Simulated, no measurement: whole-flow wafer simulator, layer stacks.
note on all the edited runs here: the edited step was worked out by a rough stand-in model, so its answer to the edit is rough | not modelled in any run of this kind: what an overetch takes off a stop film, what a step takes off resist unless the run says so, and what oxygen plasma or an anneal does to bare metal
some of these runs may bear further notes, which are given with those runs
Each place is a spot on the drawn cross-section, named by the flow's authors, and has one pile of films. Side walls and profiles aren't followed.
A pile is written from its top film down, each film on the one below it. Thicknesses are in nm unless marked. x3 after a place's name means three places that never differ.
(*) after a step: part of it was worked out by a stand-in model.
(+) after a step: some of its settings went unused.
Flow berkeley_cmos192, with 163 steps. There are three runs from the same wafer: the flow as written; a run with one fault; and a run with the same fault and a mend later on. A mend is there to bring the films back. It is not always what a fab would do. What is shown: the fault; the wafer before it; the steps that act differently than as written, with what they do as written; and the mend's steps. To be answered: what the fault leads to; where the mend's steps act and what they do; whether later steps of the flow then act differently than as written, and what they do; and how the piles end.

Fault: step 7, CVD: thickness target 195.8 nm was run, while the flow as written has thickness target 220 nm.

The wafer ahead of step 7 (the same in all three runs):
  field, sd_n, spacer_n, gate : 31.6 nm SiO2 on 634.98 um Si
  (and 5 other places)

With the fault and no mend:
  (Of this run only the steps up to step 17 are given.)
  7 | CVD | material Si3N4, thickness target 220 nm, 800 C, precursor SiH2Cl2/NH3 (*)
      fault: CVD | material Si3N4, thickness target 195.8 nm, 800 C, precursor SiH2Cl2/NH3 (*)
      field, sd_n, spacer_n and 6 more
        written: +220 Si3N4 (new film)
        fault: +195.8 Si3N4 (new film)
  Steps later in the flow that act otherwise than as written:
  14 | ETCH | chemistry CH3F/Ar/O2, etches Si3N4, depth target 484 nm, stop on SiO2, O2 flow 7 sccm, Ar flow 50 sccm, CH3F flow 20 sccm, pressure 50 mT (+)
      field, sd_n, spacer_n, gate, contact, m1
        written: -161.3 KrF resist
        fault: -145.2 KrF resist
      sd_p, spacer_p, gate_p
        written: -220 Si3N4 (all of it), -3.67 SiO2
        fault: -195.8 Si3N4 (all of it), -3.67 SiO2
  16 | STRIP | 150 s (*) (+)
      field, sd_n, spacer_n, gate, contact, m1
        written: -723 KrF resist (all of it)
        fault: -739.2 KrF resist (all of it)
  After step 17, at field, sd_n, spacer_n, gate, contact, m1, the piles differ from the flow's by more than 2% or 0.5 nm, whichever is larger.
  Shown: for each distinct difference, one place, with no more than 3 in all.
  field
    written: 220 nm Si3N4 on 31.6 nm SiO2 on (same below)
    fault: 195.8 nm Si3N4 on 31.6 nm SiO2 on (same below)

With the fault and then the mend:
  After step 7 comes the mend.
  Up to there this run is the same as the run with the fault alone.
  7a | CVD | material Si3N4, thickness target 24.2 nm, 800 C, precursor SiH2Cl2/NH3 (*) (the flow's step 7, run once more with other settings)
      field, sd_n, spacer_n and 6 more
        +24.2 Si3N4
  Later steps of the flow that are run all act as written at every place that is followed.
  At every place that both follow, the piles at the end match the flow's.
